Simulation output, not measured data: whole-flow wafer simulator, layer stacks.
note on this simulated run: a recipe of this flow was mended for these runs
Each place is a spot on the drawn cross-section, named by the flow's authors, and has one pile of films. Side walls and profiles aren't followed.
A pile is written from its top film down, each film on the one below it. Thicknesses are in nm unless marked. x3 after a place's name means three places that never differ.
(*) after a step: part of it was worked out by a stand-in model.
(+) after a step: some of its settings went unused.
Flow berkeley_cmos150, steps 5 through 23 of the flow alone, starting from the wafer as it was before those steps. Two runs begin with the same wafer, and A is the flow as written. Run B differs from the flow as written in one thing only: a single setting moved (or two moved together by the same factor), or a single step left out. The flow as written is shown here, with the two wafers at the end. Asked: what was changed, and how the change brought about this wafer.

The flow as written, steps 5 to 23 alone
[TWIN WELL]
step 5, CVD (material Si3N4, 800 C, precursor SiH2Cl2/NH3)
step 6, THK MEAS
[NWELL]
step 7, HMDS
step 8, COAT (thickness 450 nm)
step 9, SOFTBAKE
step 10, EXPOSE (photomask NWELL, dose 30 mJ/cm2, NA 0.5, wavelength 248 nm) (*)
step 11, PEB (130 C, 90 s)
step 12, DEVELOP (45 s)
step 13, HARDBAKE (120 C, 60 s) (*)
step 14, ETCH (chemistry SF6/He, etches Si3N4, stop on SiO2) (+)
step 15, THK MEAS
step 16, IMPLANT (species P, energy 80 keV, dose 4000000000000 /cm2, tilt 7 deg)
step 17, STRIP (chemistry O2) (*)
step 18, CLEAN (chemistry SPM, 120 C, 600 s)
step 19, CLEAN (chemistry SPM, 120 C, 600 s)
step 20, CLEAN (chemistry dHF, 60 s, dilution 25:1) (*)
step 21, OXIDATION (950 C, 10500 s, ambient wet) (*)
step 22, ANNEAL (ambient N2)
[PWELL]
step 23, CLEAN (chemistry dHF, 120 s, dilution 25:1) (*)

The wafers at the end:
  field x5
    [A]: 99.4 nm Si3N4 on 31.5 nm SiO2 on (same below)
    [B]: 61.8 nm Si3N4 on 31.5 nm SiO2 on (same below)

Cause: step 5, CVD: 765 C was run, whereas the flow has 800 C.

How this came from the change, step by step:
  step 5, CVD (material Si3N4, 800 C, precursor SiH2Cl2/NH3)
      field x5, field_p x3: A +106 Si3N4 (new film) | B +68.5 Si3N4 (new film)
  step 14, ETCH (chemistry SF6/He, etches Si3N4, stop on SiO2) (+)
      field x5: A -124 KrF-resist | B -83.1 KrF-resist
      field_p x3: A -106 Si3N4 (all of it), -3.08 SiO2 | B -68.5 Si3N4 (all of it), -3.08 SiO2
  step 17, STRIP (chemistry O2) (*)
      field x5: A -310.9 KrF-resist (all of it) | B -351.8 KrF-resist (all of it)
